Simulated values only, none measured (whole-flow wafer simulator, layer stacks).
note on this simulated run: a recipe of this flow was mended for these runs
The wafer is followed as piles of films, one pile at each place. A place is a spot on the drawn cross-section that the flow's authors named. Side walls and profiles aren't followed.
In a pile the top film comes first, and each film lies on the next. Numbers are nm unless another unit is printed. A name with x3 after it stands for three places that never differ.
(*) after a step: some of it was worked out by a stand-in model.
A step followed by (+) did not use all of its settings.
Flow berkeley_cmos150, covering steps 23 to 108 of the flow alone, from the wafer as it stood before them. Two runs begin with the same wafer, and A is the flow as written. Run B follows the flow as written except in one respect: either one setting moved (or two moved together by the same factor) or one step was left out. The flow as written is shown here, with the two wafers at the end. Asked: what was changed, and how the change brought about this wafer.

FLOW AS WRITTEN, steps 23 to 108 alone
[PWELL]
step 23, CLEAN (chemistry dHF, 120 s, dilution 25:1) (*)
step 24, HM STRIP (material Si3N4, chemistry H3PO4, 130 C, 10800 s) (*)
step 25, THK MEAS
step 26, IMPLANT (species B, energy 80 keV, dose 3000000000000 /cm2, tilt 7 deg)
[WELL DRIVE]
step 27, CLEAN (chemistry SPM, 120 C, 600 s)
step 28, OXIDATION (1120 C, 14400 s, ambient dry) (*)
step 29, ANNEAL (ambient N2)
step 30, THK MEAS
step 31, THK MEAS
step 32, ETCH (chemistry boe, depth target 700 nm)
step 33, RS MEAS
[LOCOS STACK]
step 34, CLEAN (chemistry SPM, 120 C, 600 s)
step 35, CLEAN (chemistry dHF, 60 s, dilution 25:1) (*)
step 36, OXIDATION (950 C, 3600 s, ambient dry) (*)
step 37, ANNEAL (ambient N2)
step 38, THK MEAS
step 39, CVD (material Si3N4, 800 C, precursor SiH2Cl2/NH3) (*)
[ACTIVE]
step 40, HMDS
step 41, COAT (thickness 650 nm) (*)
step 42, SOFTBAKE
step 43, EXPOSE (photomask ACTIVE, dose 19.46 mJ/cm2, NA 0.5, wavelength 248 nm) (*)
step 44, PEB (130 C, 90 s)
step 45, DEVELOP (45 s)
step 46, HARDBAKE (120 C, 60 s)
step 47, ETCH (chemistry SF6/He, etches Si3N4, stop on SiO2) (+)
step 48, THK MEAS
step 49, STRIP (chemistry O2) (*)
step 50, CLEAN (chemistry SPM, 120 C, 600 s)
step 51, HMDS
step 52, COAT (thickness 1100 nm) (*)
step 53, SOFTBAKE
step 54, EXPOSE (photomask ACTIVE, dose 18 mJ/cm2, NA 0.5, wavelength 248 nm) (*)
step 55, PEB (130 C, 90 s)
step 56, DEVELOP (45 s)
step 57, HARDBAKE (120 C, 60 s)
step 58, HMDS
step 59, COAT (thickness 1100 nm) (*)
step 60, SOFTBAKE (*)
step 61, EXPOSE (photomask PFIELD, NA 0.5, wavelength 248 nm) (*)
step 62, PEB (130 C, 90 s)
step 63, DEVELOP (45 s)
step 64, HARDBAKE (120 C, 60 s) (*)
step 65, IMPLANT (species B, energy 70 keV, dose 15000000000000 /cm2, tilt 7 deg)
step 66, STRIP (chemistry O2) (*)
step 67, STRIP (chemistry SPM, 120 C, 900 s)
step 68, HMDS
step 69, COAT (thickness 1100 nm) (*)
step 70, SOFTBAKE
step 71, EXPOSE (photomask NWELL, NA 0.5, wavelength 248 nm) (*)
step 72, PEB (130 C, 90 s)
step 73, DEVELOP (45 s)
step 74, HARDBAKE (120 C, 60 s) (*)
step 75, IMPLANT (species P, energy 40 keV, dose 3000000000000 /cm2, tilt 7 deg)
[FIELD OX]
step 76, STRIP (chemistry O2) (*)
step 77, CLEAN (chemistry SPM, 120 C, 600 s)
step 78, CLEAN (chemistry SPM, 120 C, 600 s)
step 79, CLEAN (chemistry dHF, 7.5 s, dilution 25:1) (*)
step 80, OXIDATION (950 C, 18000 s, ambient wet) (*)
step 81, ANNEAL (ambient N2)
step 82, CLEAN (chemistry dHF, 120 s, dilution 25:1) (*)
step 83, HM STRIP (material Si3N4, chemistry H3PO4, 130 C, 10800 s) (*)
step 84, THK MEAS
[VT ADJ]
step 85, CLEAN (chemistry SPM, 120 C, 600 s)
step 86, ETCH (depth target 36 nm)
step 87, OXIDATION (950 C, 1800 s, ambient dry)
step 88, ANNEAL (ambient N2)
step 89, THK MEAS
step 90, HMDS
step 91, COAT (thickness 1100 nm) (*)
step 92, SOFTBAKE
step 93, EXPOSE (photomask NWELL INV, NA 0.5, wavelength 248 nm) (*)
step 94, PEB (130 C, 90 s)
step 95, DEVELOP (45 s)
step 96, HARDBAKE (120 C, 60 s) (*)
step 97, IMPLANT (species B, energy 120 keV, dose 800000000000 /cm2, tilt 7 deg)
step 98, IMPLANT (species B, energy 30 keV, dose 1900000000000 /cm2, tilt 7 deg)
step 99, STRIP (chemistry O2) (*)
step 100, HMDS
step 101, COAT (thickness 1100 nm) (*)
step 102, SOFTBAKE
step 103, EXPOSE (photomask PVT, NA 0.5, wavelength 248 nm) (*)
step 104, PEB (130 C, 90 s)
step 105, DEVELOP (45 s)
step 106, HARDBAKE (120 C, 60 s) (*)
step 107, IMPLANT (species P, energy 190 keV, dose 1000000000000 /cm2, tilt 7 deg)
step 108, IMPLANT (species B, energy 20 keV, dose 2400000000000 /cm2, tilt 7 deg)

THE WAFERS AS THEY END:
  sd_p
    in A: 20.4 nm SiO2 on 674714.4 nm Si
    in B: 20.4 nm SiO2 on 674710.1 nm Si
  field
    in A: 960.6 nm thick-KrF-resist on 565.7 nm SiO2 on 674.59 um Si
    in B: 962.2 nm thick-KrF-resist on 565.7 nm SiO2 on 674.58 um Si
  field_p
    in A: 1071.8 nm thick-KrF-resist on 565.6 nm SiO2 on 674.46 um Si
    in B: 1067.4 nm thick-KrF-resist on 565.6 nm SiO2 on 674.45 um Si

What caused this: step 24, HM STRIP: 169 C was run, while the flow as written has 130 C.

Step by step, how the change led to this:
  step 24, HM STRIP (material Si3N4, chemistry H3PO4, 130 C, 10800 s) (*)
      field, sd_n, gate_n, contact, m1: A -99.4 Si3N4 (all of it), -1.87 SiO2 | B +0.5 chemical SiO2 (new film), -99.4 Si3N4 (all of it), -31.5 SiO2 (all of it), -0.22 Si
      field_p, sd_p, gate_p: A -2.72 SiO2 | B -56.9 SiO2
  step 28, OXIDATION (1120 C, 14400 s, ambient dry) (*)
      field, sd_n, gate_n, contact, m1: A +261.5 SiO2, -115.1 Si | B +287.5 SiO2 (new film), -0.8 chemical SiO2 (all of it), -126.1 Si
      field_p, sd_p, gate_p: A +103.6 SiO2, -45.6 Si | B +113.4 SiO2, -49.9 Si
  step 32, ETCH (chemistry boe, depth target 700 nm)
      field_p, sd_p, gate_p: A -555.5 SiO2 (all of it) | B -511.1 SiO2 (all of it)
